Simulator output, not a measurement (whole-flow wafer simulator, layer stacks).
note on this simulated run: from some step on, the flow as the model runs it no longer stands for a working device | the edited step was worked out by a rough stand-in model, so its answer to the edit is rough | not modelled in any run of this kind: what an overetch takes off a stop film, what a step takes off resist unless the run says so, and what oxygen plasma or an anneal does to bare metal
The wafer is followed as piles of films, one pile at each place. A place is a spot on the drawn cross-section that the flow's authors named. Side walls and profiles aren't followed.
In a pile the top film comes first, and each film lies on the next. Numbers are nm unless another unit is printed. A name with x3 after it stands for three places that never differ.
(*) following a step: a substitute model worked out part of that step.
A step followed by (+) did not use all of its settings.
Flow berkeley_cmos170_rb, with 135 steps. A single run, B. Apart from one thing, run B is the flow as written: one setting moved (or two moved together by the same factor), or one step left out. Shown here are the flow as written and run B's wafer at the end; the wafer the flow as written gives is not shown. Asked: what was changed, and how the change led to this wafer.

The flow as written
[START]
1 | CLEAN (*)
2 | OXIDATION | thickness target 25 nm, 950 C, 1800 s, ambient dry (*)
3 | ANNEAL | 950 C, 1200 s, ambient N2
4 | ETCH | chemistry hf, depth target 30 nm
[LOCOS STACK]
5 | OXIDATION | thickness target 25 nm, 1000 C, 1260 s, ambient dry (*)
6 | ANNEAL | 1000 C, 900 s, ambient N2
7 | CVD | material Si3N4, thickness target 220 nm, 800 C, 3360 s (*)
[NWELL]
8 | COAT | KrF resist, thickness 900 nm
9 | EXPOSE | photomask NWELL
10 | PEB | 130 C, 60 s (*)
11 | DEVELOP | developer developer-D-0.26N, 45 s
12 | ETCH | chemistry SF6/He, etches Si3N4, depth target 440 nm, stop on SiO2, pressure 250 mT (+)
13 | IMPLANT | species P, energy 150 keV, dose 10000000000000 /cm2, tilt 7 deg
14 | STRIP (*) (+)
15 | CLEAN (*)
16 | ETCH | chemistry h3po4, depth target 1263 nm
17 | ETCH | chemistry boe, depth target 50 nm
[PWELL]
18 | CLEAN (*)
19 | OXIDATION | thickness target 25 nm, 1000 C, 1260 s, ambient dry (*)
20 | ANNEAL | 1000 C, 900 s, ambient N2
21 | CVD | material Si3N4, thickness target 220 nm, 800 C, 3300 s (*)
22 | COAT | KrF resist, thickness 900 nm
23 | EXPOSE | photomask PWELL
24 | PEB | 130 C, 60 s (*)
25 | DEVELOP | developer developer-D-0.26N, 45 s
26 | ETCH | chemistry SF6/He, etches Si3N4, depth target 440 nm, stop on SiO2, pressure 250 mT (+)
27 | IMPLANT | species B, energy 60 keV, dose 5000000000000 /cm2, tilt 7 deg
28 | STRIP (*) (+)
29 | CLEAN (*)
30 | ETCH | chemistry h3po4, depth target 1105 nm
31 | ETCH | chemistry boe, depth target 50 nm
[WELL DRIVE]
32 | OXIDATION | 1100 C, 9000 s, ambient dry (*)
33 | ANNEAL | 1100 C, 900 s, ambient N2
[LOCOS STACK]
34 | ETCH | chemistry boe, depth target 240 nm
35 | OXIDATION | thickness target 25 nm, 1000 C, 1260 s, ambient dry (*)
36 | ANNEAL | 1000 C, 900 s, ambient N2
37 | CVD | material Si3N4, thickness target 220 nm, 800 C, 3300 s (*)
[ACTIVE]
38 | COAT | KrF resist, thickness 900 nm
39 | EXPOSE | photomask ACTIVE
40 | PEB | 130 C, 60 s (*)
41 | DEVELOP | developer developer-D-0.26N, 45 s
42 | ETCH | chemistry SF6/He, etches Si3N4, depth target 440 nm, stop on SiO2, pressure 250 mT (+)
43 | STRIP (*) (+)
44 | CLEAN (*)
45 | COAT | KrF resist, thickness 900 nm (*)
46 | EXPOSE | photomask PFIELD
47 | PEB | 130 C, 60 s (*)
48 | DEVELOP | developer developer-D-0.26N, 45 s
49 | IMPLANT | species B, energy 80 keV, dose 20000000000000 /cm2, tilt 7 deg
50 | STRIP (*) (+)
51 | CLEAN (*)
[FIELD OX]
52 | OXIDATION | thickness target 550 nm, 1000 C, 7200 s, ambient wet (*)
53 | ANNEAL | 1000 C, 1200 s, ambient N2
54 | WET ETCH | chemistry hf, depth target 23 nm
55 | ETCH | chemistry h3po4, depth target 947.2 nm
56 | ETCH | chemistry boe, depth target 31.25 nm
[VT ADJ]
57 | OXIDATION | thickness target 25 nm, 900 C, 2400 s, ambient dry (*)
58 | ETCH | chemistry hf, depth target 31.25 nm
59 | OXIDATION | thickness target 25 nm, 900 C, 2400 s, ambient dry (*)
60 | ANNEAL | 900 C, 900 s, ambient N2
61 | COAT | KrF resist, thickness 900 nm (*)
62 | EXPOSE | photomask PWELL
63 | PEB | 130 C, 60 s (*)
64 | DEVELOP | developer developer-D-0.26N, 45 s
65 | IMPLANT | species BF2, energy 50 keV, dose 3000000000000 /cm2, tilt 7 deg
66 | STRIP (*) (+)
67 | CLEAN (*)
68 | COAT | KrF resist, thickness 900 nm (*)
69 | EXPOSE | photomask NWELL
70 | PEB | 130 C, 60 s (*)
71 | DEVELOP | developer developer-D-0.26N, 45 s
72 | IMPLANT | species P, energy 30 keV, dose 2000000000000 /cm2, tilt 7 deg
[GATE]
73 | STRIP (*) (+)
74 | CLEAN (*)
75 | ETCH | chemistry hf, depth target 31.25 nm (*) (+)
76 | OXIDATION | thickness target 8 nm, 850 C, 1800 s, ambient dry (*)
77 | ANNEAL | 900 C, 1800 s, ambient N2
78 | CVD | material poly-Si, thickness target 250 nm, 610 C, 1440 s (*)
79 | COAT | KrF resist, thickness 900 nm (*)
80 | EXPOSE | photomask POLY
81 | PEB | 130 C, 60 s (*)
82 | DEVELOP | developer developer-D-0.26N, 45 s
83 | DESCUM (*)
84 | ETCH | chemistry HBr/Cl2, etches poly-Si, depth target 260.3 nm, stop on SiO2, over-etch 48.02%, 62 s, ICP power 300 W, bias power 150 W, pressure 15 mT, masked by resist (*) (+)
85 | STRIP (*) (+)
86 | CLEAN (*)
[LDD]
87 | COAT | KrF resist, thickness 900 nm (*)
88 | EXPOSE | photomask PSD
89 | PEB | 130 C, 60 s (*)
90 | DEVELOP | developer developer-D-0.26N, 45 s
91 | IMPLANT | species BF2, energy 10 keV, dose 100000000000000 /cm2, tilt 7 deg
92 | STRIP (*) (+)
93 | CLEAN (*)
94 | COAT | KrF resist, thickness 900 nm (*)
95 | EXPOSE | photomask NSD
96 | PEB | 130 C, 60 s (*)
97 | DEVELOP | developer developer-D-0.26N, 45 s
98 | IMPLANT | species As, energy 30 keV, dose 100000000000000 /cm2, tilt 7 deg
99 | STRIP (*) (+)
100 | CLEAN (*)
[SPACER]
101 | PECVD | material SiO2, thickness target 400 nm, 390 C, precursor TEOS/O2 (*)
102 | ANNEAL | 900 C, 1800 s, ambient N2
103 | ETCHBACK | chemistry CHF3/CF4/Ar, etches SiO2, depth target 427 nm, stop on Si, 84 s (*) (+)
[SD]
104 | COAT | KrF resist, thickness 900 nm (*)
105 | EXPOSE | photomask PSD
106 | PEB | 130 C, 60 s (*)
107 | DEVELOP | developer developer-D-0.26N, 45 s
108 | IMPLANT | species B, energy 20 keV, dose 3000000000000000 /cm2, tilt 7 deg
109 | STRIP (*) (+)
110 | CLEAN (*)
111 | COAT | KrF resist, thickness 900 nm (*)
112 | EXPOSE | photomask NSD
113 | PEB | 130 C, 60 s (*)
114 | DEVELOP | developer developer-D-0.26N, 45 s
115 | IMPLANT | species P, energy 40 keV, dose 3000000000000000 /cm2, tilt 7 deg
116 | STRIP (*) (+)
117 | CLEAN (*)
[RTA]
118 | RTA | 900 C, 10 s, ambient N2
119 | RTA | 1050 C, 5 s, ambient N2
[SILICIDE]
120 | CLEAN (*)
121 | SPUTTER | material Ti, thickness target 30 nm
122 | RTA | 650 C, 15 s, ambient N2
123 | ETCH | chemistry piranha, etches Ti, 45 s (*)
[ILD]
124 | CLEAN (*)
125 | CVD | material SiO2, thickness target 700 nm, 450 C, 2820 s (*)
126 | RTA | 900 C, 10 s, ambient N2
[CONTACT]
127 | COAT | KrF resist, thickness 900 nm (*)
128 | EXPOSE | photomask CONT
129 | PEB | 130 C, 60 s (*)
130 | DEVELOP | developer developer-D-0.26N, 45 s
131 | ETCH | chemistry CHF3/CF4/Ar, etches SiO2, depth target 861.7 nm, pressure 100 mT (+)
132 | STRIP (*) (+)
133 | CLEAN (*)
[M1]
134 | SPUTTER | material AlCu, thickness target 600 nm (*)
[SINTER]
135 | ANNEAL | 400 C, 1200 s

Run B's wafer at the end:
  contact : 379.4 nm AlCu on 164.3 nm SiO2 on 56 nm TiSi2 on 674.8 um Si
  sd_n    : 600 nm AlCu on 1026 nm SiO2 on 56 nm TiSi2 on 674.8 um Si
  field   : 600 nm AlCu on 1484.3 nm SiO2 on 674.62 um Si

Cause: step 125, CVD: thickness target 1026 nm was run, whereas the flow has thickness target 700 nm; step 125, CVD: 4131 s was run, where the flow has 2820 s.
The wafer itself shows it: sd_n has SiO2 1026, and step 125 as written asks for 700 nm.

Step by step, how the change led to this:
  125 | CVD | material SiO2, thickness target 700 nm, 450 C, 2820 s (*)
      sd_n, gate, gate_p, contact, m1: +1026 SiO2 (new film) (in the flow as written it would be: +700 SiO2 (new film))
      field, spacer_n, spacer_p: +1026 SiO2 (in the flow as written it would be: +700 SiO2)
      (also at 1 further place)
  131 | ETCH | chemistry CHF3/CF4/Ar, etches SiO2, depth target 861.7 nm, pressure 100 mT (+)
      contact: -861.7 SiO2 (in the flow as written it would be: -700 SiO2 (all of it), -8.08 TiSi2)
  134 | SPUTTER | material AlCu, thickness target 600 nm (*)
      contact: +379.4 AlCu (new film) (in the flow as written it would be: +415.1 AlCu (new film))
